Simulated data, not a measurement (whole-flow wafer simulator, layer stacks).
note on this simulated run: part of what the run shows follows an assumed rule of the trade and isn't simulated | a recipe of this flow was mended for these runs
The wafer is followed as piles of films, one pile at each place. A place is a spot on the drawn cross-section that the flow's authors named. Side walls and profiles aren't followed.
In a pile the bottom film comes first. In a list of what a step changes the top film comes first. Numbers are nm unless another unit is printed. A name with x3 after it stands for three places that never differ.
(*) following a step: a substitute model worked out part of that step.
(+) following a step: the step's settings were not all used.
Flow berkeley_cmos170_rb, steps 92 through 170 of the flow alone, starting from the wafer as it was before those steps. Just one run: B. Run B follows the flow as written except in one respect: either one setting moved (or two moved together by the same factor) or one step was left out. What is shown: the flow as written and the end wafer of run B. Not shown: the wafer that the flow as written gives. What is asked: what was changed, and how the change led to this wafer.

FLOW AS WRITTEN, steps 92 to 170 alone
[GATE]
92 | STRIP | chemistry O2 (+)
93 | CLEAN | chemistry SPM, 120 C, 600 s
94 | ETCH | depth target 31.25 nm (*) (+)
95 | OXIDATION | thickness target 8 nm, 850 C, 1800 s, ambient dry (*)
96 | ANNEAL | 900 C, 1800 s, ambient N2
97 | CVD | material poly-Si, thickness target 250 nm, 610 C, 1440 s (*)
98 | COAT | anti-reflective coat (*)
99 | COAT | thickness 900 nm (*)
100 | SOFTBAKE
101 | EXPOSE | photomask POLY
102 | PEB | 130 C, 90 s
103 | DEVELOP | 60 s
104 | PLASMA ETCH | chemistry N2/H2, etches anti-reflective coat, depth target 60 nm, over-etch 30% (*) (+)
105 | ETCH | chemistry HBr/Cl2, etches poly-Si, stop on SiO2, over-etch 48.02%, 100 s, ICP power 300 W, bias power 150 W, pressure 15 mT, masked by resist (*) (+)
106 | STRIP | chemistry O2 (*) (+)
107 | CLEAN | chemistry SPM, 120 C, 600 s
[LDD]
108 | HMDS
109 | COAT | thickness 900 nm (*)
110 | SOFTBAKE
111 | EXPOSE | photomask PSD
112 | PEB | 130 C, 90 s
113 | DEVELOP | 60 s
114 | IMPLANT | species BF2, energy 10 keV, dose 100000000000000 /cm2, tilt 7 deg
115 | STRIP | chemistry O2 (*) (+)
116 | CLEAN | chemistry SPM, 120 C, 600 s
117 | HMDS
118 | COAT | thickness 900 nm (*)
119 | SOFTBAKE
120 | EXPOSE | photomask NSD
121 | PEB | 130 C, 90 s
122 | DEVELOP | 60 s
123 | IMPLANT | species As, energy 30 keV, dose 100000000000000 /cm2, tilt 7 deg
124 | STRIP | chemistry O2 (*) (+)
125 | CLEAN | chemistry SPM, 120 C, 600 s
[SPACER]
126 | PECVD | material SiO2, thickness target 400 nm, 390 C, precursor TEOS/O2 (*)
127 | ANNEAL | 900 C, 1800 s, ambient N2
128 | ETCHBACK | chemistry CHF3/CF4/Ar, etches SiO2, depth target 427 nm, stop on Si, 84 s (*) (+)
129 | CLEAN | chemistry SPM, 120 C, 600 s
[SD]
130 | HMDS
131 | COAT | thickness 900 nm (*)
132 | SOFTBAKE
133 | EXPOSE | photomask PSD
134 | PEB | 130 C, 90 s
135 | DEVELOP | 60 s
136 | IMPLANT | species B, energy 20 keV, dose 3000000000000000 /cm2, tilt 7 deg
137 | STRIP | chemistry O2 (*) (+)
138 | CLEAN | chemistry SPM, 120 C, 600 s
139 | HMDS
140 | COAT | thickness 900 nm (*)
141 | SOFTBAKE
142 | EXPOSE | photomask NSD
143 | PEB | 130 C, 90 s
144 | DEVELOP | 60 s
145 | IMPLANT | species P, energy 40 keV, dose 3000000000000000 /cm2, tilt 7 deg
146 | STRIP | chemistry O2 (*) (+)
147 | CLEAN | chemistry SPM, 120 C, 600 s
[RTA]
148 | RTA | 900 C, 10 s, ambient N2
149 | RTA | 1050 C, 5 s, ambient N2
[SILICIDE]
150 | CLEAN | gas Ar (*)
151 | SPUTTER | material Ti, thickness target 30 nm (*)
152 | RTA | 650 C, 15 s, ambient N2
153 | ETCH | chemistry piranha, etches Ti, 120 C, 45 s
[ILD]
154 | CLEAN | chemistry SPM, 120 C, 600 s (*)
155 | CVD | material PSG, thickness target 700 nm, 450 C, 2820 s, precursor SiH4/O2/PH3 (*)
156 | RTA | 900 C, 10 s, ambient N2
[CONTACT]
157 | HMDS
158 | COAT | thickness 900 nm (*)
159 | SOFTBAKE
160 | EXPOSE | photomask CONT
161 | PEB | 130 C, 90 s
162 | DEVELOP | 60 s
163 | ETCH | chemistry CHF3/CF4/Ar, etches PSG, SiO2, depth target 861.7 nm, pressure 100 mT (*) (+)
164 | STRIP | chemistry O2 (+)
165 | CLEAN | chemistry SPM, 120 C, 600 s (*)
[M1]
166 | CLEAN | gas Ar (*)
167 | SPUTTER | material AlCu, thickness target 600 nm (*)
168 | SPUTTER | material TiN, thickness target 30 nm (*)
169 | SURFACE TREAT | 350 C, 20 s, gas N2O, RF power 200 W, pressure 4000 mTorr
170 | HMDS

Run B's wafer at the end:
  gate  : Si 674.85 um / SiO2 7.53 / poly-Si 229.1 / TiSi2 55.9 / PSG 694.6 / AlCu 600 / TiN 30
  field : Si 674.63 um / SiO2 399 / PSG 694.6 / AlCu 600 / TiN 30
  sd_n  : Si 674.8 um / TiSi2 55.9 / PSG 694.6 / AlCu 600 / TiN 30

Cause: step 97, CVD: thickness target 288 nm was run, though the flow has thickness target 250 nm; step 97, CVD: 1656 s was run, where the flow has 1440 s.

The path from the change to this, step by step:
  97 | CVD | material poly-Si, thickness target 250 nm, 610 C, 1440 s (*)
      field, sd_n, spacer_n and 6 more: poly-Si gains 288 (new film) (it would be, as written: poly-Si gains 250 (new film))
  105 | ETCH | chemistry HBr/Cl2, etches poly-Si, stop on SiO2, over-etch 48.02%, 100 s, ICP power 300 W, bias power 150 W, pressure 15 mT, masked by resist (*) (+)
      spacer_n, spacer_p: poly-Si loses 286.5 (all of it), SiO2 loses 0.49 (it would be, as written: poly-Si loses 248.5 (all of it), SiO2 loses 1.53)
      field: poly-Si loses 283 (all of it), SiO2 loses 0.51 (it would be, as written: poly-Si loses 245 (all of it), SiO2 loses 1.8)
      (also at 4 further places)
  109 | COAT | thickness 900 nm (*)
      gate: KrF-resist gains 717 (new film) (it would be, as written: KrF-resist gains 749.5 (new film))
      gate_p: KrF-resist gains 713.2 (new film) (it would be, as written: KrF-resist gains 745.7 (new film))
  113 | DEVELOP | 60 s
      gate_p: KrF-resist loses 711.7 (all of it) (it would be, as written: KrF-resist loses 744.1 (all of it))
  115 | STRIP | chemistry O2 (*) (+)
      gate: KrF-resist loses 700.6 (all of it), chemical SiO2 gains 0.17 (it would be, as written: KrF-resist loses 733 (all of it), chemical SiO2 gains 0.17)
  118 | COAT | thickness 900 nm (*)
      gate: KrF-resist gains 717 (new film) (it would be, as written: KrF-resist gains 748.7 (new film))
      gate_p: KrF-resist gains 713.1 (new film) (it would be, as written: KrF-resist gains 744.7 (new film))
  122 | DEVELOP | 60 s
      gate: KrF-resist loses 715.5 (all of it) (it would be, as written: KrF-resist loses 747.1 (all of it))
  124 | STRIP | chemistry O2 (*) (+)
      gate_p: KrF-resist loses 696.6 (all of it), chemical SiO2 gains 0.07 (it would be, as written: KrF-resist loses 728.2 (all of it), chemical SiO2 gains 0.07)
  128 | ETCHBACK | chemistry CHF3/CF4/Ar, etches SiO2, depth target 427 nm, stop on Si, 84 s (*) (+)
      spacer_n: SiO2 loses 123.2 (it would be, as written: SiO2 loses 160.1)
      spacer_p: SiO2 loses 123.1 (it would be, as written: SiO2 loses 160.1)
  131 | COAT | thickness 900 nm (*)
      spacer_n: KrF-resist gains 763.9 (new film) (it would be, as written: KrF-resist gains 791.7 (new film))
      gate: KrF-resist gains 743.5 (new film) (it would be, as written: KrF-resist gains 770.7 (new film))
      (also at 2 further places)
  135 | DEVELOP | 60 s
      spacer_p: KrF-resist loses 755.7 (all of it) (it would be, as written: KrF-resist loses 783.4 (all of it))
      gate_p: KrF-resist loses 735.2 (all of it) (it would be, as written: KrF-resist loses 762.3 (all of it))
  137 | STRIP | chemistry O2 (*) (+)
      spacer_n: KrF-resist loses 747.3 (all of it) (it would be, as written: KrF-resist loses 775.1 (all of it))
      gate: KrF-resist loses 727 (all of it), chemical SiO2 gains 0.17, poly-Si loses 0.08 (it would be, as written: KrF-resist loses 754.1 (all of it), chemical SiO2 gains 0.17, poly-Si loses 0.08)
  140 | COAT | thickness 900 nm (*)
      spacer_n: KrF-resist gains 763.9 (new film) (it would be, as written: KrF-resist gains 791.4 (new film))
      gate: KrF-resist gains 743.4 (new film) (it would be, as written: KrF-resist gains 770.4 (new film))
      (also at 2 further places)
  144 | DEVELOP | 60 s
      spacer_n: KrF-resist loses 762.3 (all of it) (it would be, as written: KrF-resist loses 789.7 (all of it))
      gate: KrF-resist loses 741.8 (all of it) (it would be, as written: KrF-resist loses 768.7 (all of it))
  146 | STRIP | chemistry O2 (*) (+)
      spacer_p: KrF-resist loses 740.9 (all of it) (it would be, as written: KrF-resist loses 768.5 (all of it))
      gate_p: KrF-resist loses 720.2 (all of it), chemical SiO2 gains 0.07 (it would be, as written: KrF-resist loses 747.2 (all of it), chemical SiO2 gains 0.07)
  158 | COAT | thickness 900 nm (*)
      spacer_n: KrF-resist gains 809.5 (new film) (it would be, as written: KrF-resist gains 830.5 (new film))
      gate: KrF-resist gains 791.3 (new film) (it would be, as written: KrF-resist gains 810 (new film))
      (also at 2 further places)
  164 | STRIP | chemistry O2 (+)
      spacer_n: KrF-resist loses 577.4 (all of it) (it would be, as written: KrF-resist loses 598.3 (all of it))
      gate: KrF-resist loses 559.3 (all of it) (it would be, as written: KrF-resist loses 577.9 (all of it))
      (also at 2 further places)
